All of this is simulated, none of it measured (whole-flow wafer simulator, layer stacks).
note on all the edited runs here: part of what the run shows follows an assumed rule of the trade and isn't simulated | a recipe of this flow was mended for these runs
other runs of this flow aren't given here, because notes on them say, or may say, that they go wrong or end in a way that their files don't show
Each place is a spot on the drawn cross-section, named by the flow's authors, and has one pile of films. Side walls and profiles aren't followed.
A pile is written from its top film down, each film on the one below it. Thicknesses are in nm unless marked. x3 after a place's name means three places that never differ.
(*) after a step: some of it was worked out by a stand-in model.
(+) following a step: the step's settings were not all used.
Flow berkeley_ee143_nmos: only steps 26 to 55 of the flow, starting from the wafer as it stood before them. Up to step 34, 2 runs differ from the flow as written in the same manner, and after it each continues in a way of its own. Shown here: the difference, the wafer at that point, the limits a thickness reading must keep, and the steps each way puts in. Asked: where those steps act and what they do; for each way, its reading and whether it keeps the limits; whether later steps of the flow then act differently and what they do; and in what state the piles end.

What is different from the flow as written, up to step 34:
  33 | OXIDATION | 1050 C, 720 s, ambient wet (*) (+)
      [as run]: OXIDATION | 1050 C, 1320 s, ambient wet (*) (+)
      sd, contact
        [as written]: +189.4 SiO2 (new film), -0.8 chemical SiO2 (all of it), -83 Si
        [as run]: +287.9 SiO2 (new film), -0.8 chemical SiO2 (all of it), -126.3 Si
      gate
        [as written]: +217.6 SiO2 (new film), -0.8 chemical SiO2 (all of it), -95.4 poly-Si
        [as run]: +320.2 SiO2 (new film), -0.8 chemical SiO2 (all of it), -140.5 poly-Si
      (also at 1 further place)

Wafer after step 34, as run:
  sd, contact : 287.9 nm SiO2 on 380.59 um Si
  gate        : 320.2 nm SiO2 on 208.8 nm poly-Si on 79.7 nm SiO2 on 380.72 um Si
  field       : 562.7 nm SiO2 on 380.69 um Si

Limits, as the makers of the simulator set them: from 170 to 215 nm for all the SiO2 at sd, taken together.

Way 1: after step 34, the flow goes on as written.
  After step 34, the reading is 287.9 nm, outside the limits.
  Steps further on in the flow that do not act as written (5 other steps are not shown; they differ only slightly, by no more than 2% or 0.5 nm, whichever is larger):
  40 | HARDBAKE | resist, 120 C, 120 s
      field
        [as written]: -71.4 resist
        [this way]: -72.9 resist
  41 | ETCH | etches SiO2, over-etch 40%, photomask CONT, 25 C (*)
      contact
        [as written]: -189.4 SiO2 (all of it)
        [this way]: -287.9 SiO2 (all of it)
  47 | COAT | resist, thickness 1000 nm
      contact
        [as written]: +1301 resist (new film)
        [this way]: +1371.5 resist (new film)
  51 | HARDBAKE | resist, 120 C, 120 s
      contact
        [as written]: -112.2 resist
        [this way]: -118.7 resist
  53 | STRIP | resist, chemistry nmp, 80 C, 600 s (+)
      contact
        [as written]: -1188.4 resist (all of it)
        [this way]: -1252.4 resist (all of it)
  The piles end different from the flow's at gate, sd, field by more than 2% or 0.5 nm, whichever is larger.
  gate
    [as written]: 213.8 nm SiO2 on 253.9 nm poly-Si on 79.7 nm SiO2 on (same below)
    [this way]: 316.4 nm SiO2 on 208.8 nm poly-Si on 79.7 nm SiO2 on (same below)
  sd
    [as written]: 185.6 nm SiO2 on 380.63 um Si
    [this way]: 284 nm SiO2 on 380.59 um Si
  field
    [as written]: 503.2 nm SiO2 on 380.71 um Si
    [this way]: 558.9 nm SiO2 on 380.69 um Si

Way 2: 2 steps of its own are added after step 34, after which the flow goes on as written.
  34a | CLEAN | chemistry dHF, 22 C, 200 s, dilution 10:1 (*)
      gate, sd, contact, field
        -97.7 SiO2
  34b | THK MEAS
      leaves every film unchanged at each place that is followed
  After step 34b, the reading is 190.2 nm, within the limits.
  Steps further on in the flow that do not act as written (9 other steps are not shown; they differ only slightly, by no more than 2% or 0.5 nm, whichever is larger):
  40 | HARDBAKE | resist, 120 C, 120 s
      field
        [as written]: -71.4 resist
        [this way]: -72.9 resist
  The piles end different from the flow's at gate, field by more than 2% or 0.5 nm, whichever is larger.
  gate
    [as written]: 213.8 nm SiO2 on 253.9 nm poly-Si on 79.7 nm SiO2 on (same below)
    [this way]: 218.7 nm SiO2 on 208.8 nm poly-Si on 79.7 nm SiO2 on (same below)
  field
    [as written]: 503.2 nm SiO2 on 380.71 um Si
    [this way]: 461.2 nm SiO2 on 380.69 um Si

Inside the limits: way 2. Outside the limits: way 1.
